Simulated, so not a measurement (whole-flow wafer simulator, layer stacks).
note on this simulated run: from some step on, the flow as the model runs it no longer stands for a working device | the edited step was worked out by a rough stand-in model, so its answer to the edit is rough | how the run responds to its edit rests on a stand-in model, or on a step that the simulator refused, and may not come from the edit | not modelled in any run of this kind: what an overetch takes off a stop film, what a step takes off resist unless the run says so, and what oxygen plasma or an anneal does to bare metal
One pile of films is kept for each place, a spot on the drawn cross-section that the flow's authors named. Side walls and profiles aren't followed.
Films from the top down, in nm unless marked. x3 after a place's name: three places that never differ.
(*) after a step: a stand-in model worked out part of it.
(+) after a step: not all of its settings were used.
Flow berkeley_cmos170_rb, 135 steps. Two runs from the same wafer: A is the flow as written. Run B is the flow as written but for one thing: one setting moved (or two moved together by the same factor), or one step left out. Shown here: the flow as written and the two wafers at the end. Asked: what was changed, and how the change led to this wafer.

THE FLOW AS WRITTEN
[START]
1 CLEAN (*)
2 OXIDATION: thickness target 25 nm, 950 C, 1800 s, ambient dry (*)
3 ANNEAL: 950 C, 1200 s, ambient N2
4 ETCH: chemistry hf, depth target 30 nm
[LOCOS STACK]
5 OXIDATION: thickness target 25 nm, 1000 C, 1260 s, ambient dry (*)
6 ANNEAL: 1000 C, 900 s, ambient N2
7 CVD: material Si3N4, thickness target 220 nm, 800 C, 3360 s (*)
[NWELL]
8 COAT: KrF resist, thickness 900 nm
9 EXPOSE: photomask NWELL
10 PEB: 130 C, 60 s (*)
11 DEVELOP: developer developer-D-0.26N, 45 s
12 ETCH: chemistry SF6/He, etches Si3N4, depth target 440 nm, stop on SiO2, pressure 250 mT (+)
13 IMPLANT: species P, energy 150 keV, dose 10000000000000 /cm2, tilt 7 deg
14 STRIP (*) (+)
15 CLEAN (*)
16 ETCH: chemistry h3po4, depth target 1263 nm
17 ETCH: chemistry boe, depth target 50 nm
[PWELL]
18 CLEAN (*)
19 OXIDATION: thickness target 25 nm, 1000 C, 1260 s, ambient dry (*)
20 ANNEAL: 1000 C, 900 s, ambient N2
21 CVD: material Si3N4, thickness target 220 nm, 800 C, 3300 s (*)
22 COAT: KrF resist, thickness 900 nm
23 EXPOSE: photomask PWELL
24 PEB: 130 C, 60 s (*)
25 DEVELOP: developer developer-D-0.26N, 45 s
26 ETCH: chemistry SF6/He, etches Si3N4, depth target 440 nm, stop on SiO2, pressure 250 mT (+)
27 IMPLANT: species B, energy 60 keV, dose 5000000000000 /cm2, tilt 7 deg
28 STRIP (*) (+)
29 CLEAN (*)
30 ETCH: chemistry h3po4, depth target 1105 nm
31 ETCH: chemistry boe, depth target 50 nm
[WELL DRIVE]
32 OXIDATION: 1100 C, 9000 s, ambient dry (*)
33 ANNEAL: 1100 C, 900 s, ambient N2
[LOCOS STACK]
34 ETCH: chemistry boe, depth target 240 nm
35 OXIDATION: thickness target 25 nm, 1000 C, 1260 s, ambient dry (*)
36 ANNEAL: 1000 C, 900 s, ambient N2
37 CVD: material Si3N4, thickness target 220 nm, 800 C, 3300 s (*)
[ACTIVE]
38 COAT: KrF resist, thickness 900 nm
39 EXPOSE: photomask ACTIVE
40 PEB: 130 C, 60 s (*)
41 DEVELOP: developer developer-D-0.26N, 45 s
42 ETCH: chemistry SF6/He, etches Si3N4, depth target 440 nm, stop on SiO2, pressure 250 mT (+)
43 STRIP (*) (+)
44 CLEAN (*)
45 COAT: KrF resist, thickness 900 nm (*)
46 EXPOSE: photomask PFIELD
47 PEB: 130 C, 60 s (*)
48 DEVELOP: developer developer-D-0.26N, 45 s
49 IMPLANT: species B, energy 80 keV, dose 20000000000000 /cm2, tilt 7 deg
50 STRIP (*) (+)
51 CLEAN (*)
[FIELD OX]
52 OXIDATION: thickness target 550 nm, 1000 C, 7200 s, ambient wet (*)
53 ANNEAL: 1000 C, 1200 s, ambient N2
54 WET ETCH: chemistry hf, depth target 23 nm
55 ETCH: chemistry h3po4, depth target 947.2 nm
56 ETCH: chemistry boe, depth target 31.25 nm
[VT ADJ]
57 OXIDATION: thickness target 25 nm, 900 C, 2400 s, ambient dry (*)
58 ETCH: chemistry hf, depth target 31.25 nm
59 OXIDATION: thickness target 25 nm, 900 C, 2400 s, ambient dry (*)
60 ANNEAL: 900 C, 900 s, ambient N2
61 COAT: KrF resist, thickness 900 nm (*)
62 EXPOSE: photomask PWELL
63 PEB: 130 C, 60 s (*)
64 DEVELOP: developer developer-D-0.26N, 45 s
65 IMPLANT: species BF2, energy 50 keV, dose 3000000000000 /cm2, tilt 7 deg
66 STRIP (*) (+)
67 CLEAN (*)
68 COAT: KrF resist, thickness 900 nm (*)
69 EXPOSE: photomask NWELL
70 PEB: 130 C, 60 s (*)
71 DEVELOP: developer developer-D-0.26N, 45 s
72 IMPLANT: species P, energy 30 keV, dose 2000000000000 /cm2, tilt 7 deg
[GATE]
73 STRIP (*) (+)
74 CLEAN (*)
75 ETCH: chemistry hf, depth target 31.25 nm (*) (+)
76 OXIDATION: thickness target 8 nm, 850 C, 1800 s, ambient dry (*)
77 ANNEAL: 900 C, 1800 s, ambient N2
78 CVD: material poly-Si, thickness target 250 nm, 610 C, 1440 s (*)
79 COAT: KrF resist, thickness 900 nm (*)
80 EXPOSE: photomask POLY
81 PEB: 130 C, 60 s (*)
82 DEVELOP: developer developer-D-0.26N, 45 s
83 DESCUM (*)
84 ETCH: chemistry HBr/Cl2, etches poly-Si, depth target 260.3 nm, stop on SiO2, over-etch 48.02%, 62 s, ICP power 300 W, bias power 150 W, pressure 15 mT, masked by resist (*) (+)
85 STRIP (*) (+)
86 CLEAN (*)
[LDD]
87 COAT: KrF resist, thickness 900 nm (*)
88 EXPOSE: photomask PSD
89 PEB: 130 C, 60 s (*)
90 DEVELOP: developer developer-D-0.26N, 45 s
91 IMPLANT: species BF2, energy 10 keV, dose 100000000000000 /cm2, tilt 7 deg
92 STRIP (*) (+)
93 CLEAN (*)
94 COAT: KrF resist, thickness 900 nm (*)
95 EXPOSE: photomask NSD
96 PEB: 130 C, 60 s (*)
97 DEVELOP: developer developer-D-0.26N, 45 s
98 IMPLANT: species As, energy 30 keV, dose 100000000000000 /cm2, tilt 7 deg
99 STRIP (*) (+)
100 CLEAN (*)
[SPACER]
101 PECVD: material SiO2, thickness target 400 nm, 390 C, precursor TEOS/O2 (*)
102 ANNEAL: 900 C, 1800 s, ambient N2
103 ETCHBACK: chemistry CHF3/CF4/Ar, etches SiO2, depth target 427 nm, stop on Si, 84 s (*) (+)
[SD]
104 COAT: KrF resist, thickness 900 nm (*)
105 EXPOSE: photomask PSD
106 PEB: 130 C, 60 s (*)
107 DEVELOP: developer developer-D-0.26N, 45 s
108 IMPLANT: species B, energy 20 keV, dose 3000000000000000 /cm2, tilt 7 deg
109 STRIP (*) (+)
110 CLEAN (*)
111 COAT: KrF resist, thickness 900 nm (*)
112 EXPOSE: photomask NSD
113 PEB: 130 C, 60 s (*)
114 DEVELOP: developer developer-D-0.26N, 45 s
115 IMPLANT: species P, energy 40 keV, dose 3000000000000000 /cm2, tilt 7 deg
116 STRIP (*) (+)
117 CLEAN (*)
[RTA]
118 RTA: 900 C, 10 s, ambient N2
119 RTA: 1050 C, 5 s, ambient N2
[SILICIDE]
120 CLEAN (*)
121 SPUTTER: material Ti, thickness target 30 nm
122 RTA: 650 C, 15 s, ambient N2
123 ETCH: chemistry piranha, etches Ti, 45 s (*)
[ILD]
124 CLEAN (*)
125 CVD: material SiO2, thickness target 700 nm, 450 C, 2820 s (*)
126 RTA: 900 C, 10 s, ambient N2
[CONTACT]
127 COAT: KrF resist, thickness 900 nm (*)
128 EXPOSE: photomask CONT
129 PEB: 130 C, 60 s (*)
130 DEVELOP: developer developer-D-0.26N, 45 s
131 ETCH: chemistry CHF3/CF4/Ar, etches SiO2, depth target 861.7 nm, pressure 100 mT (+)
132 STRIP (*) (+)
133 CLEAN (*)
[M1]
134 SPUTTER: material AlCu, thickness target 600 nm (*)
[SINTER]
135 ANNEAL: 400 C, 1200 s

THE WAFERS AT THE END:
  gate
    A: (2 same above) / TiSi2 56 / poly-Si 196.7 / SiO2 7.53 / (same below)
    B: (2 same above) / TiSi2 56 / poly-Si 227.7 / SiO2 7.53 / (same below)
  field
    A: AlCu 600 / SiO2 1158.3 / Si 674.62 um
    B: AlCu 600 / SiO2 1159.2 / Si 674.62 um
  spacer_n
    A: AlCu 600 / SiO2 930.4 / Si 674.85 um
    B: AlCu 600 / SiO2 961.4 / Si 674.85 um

The cause: step 78, CVD: thickness target 281 nm was run, where the flow has thickness target 250 nm; step 78, CVD: 1617 s was run, where the flow has 1440 s.

How the change led to this, step by step:
  78 CVD: material poly-Si, thickness target 250 nm, 610 C, 1440 s (*)
      field, sd_n, spacer_n and 6 more: A poly-Si +250 (new film) | B poly-Si +281 (new film)
  84 ETCH: chemistry HBr/Cl2, etches poly-Si, depth target 260.3 nm, stop on SiO2, over-etch 48.02%, 62 s, ICP power 300 W, bias power 150 W, pressure 15 mT, masked by resist (*) (+)
      field, sd_n, spacer_n, sd_p, spacer_p, contact, m1: A poly-Si -250 (all of it), SiO2 -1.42 | B poly-Si -281 (all of it), SiO2 -0.52
  87 COAT: KrF resist, thickness 900 nm (*)
      gate: A KrF resist +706 (new film) | B KrF resist +682.4 (new film)
      gate_p: A KrF resist +706.3 (new film) | B KrF resist +682.9 (new film)
  90 DEVELOP: developer developer-D-0.26N, 45 s
      gate_p: A KrF resist -706.3 (all of it) | B KrF resist -682.9 (all of it)
  92 STRIP (*) (+)
      gate: A KrF resist -691.8 (all of it) | B KrF resist -668.2 (all of it)
  94 COAT: KrF resist, thickness 900 nm (*)
      gate: A KrF resist +706 (new film) | B KrF resist +682.4 (new film)
      gate_p: A KrF resist +706.3 (new film) | B KrF resist +682.9 (new film)
  97 DEVELOP: developer developer-D-0.26N, 45 s
      gate: A KrF resist -706 (all of it) | B KrF resist -682.4 (all of it)
  99 STRIP (*) (+)
      gate_p: A KrF resist -692.1 (all of it) | B KrF resist -668.7 (all of it)
  103 ETCHBACK: chemistry CHF3/CF4/Ar, etches SiO2, depth target 427 nm, stop on Si, 84 s (*) (+)
      spacer_n, spacer_p: A SiO2 -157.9 | B SiO2 -127.8
  104 COAT: KrF resist, thickness 900 nm (*)
      spacer_n: A KrF resist +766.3 (new film) | B KrF resist +744.4 (new film)
      gate: A KrF resist +742.1 (new film) | B KrF resist +720.7 (new film)
      (and at 2 more places)
  107 DEVELOP: developer developer-D-0.26N, 45 s
      spacer_p: A KrF resist -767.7 (all of it) | B KrF resist -745.8 (all of it)
      gate_p: A KrF resist -743.2 (all of it) | B KrF resist -721.8 (all of it)
  109 STRIP (*) (+)
      spacer_n: A KrF resist -752.1 (all of it) | B KrF resist -730.2 (all of it)
      gate: A KrF resist -727.9 (all of it) | B KrF resist -706.5 (all of it)
  111 COAT: KrF resist, thickness 900 nm (*)
      spacer_n: A KrF resist +766.3 (new film) | B KrF resist +744.4 (new film)
      gate: A KrF resist +742.1 (new film) | B KrF resist +720.7 (new film)
      (and at 2 more places)
  114 DEVELOP: developer developer-D-0.26N, 45 s
      spacer_n: A KrF resist -766.3 (all of it) | B KrF resist -744.4 (all of it)
      gate: A KrF resist -742.1 (all of it) | B KrF resist -720.7 (all of it)
  116 STRIP (*) (+)
      spacer_p: A KrF resist -753.5 (all of it) | B KrF resist -731.5 (all of it)
      gate_p: A KrF resist -729 (all of it) | B KrF resist -707.6 (all of it)
  132 STRIP (*) (+)
      spacer_n: A KrF resist -590.2 (all of it) | B KrF resist -575.9 (all of it)
      gate: A KrF resist -568.8 (all of it) | B KrF resist -556.5 (all of it)
      (and at 2 more places)
